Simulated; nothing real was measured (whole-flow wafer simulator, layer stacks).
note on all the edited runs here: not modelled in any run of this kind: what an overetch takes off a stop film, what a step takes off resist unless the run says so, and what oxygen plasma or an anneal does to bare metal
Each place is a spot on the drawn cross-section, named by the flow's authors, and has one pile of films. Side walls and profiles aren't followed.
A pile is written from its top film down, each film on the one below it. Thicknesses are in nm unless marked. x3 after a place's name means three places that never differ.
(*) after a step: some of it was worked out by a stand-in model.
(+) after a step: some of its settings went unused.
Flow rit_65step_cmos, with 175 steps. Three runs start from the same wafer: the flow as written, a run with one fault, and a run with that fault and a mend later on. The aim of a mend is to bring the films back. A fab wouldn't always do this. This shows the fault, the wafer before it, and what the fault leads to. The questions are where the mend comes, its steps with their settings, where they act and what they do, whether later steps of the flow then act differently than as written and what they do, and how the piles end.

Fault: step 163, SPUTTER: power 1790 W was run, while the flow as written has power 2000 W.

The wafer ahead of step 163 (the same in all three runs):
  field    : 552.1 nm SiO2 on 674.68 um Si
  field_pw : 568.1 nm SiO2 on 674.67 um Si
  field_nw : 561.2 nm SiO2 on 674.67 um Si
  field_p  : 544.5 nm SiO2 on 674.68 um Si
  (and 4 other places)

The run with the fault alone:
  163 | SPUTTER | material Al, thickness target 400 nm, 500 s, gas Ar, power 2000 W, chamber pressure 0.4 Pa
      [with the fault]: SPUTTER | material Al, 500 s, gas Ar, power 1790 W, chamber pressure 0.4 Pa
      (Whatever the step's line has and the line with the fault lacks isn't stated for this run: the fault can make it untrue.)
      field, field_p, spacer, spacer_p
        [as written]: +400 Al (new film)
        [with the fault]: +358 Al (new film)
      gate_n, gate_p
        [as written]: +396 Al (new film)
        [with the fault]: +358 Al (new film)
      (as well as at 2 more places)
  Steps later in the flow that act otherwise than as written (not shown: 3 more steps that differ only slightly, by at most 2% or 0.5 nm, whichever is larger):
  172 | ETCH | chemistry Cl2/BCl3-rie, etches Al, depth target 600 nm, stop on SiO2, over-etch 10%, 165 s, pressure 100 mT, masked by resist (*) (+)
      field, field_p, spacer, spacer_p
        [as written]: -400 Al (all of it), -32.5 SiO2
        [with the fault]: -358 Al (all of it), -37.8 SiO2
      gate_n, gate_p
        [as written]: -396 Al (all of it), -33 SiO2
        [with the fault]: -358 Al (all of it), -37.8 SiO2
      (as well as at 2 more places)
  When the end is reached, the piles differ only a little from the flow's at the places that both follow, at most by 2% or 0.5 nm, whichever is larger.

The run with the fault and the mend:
  After step 171 comes the mend.
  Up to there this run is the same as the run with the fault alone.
  171a | STRIP | resist, chemistry nmp, 80 C, 600 s (+)
      alters no film at any place that is followed
  171b | SPUTTER | material Al, thickness target 42 nm, 52 s, gas Ar, power 2000 W, chamber pressure 0.4 Pa (a further turn of the flow's step 163, with different settings)
      field, field_pw, field_nw, field_p, spacer, spacer_p
        +42 Al
      gate_n, gate_p
        +41.2 Al
  171c | HMDS | 140 C, 60 s (a further turn of the flow's step 165)
      alters no film at any place that is followed
  171d | COAT | resist, thickness 1300 nm (a further turn of the flow's step 166)
      field
        +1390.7 resist (new film)
      field_pw
        +1358.8 resist (new film)
      field_nw
        +1364.4 resist (new film)
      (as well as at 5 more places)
  171e | SOFTBAKE | resist, 90 C, 60 s (a further turn of the flow's step 167)
      alters no film at any place that is followed
  171f | EXPOSE | photomask M12, dose 250 mJ/cm2, NA 0.6, wavelength 365 nm (a further turn of the flow's step 168)
      alters no film at any place that is followed
  171g | PEB | resist, 110 C, 60 s (a further turn of the flow's step 169)
      field
        -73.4 resist
      field_pw
        -71.5 resist
      field_nw
        -71.8 resist
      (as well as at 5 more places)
  171h | DEVELOP | resist, thickness 1300 nm, 68 s (a further turn of the flow's step 170)
      field
        -1317.3 resist (all of it)
      field_pw
        -1287.3 resist (all of it)
      field_nw
        -1292.6 resist (all of it)
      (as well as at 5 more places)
  171i | HARDBAKE | resist, 140 C, 120 s (a further turn of the flow's step 171)
      alters no film at any place that is followed
  Later steps of the flow that are run all act as written at every place that is followed, up to a difference of at most 2% or 0.5 nm, whichever is larger.
  When the end is reached, the piles differ only a little from the flow's at the places that both follow, at most by 2% or 0.5 nm, whichever is larger.
